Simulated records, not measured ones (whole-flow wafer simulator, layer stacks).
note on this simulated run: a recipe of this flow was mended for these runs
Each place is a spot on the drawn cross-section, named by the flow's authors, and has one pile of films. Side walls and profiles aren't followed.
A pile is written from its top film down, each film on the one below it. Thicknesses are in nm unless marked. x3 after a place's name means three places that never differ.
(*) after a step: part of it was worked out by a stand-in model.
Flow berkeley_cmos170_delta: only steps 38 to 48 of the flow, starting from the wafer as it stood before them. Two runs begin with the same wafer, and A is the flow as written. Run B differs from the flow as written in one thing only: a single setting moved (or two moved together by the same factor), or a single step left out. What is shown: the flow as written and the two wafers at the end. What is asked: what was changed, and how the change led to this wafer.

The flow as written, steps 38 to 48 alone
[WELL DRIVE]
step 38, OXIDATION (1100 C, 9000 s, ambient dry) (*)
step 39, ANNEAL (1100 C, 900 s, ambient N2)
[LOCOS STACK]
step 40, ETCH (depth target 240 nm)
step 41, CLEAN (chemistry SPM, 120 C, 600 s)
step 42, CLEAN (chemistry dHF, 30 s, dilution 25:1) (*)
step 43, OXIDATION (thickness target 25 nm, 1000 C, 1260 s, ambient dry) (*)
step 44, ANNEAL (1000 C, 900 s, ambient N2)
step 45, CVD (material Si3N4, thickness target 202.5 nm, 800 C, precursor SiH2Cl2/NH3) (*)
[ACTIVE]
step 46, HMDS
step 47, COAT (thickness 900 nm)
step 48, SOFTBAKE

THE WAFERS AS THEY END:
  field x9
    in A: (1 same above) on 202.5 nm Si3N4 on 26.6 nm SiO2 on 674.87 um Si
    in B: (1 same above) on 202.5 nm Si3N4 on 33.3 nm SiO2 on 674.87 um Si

The reason: step 40, ETCH: depth target 182 nm was run, while the flow as written has depth target 240 nm.

Step by step, how the change led to this:
  step 40, ETCH (depth target 240 nm)
      field x9: A -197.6 SiO2 (all of it) | B -182 SiO2
  step 41, CLEAN (chemistry SPM, 120 C, 600 s)
      field x9: A +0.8 chemical SiO2 (new film), -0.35 Si | B nothing
  step 42, CLEAN (chemistry dHF, 30 s, dilution 25:1) (*)
      field x9: A -0.8 chemical SiO2 (all of it) | B -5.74 SiO2
  step 43, OXIDATION (thickness target 25 nm, 1000 C, 1260 s, ambient dry) (*)
      field x9: A +26.6 SiO2 (new film), -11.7 Si | B +23.4 SiO2, -10.3 Si
